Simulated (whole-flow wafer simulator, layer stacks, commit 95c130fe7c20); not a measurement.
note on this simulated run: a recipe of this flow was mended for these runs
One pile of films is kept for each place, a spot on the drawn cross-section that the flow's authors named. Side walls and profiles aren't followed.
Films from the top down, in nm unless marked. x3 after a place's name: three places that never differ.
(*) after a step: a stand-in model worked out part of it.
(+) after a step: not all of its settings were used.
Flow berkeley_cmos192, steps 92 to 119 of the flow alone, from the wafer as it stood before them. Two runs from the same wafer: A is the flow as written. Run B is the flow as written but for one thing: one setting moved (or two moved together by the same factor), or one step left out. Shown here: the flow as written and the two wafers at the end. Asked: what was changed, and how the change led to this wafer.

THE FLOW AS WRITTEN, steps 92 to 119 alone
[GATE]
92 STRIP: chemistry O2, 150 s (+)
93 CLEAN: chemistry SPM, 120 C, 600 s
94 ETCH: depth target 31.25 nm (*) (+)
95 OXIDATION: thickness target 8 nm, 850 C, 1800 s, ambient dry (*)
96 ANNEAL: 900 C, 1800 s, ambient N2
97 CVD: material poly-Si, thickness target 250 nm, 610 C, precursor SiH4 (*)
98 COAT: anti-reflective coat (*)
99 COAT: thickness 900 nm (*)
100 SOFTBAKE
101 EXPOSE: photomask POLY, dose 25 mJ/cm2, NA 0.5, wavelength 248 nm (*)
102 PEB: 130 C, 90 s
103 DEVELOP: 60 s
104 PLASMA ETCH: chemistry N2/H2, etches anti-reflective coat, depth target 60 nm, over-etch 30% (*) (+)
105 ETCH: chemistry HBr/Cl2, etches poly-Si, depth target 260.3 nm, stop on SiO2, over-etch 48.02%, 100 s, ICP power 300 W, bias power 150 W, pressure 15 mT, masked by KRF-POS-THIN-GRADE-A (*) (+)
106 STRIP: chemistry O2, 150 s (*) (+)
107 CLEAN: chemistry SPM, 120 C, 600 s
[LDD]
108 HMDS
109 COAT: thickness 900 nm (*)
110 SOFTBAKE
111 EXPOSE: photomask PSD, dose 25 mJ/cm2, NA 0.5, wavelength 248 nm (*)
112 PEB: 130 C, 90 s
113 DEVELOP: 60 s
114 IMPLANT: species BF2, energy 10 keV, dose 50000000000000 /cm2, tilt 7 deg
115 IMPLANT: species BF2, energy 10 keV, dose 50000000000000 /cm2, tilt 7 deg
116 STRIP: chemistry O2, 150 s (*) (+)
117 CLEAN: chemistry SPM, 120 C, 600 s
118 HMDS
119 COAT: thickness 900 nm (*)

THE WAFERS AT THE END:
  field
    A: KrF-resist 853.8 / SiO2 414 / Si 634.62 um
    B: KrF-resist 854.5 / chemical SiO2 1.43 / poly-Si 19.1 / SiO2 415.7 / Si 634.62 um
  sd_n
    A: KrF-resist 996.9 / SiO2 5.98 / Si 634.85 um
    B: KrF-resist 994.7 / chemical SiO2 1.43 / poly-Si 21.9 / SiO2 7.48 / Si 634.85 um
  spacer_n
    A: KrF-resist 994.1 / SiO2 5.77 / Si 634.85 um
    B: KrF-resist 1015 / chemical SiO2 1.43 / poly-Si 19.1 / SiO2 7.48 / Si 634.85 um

The cause: step 97, CVD: thickness target 409 nm was run, where the flow has thickness target 250 nm.

How the change led to this, step by step:
  97 CVD: material poly-Si, thickness target 250 nm, 610 C, precursor SiH4 (*)
      field, sd_n, spacer_n and 6 more: A poly-Si +250 (new film) | B poly-Si +409 (new film)
  98 COAT: anti-reflective coat (*)
      field: A anti-reflective coat +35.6 (new film) | B anti-reflective coat +36.8 (new film)
      sd_n: A anti-reflective coat +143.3 (new film) | B anti-reflective coat +148.5 (new film)
      (and at 2 more places)
  104 PLASMA ETCH: chemistry N2/H2, etches anti-reflective coat, depth target 60 nm, over-etch 30% (*) (+)
      field: A anti-reflective coat -35.6 (all of it), poly-Si -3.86 | B anti-reflective coat -36.8 (all of it), poly-Si -4.01
      sd_n: A anti-reflective coat -143.3 (all of it), poly-Si -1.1 | B anti-reflective coat -148.5 (all of it), poly-Si -1.14
      (and at 2 more places)
  105 ETCH: chemistry HBr/Cl2, etches poly-Si, depth target 260.3 nm, stop on SiO2, over-etch 48.02%, 100 s, ICP power 300 W, bias power 150 W, pressure 15 mT, masked by KRF-POS-THIN-GRADE-A (*) (+)
      spacer_n, spacer_p: A poly-Si -246.2 (all of it), SiO2 -1.71 | B poly-Si -385.3
      field: A poly-Si -246.1 (all of it), SiO2 -1.71 | B poly-Si -385.3
      (and at 4 more places)
  106 STRIP: chemistry O2, 150 s (*) (+)
      field, sd_n, spacer_n, sd_p, spacer_p, contact, m1: A nothing | B chemical SiO2 +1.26 (new film), poly-Si -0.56
  109 COAT: thickness 900 nm (*)
      spacer_n: A KrF-resist +994 (new film) | B KrF-resist +1015 (new film)
      gate: A KrF-resist +743.5 (new film) | B KrF-resist +629.3 (new film)
      (and at 2 more places)
  113 DEVELOP: 60 s
      spacer_p: A KrF-resist -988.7 (all of it) | B KrF-resist -1009.5 (all of it)
      gate_p: A KrF-resist -738.2 (all of it) | B KrF-resist -624.2 (all of it)
  116 STRIP: chemistry O2, 150 s (*) (+)
      spacer_n: A KrF-resist -976.9 (all of it) | B KrF-resist -997.7 (all of it), chemical SiO2 +0.16, poly-Si -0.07
      gate: A KrF-resist -727 (all of it), chemical SiO2 +0.2, poly-Si -0.09 | B KrF-resist -613.1 (all of it), chemical SiO2 +0.2, poly-Si -0.09
  119 COAT: thickness 900 nm (*)
      spacer_n: A KrF-resist +994.1 (new film) | B KrF-resist +1015 (new film)
      gate: A KrF-resist +743.4 (new film) | B KrF-resist +629.4 (new film)
      (and at 2 more places)
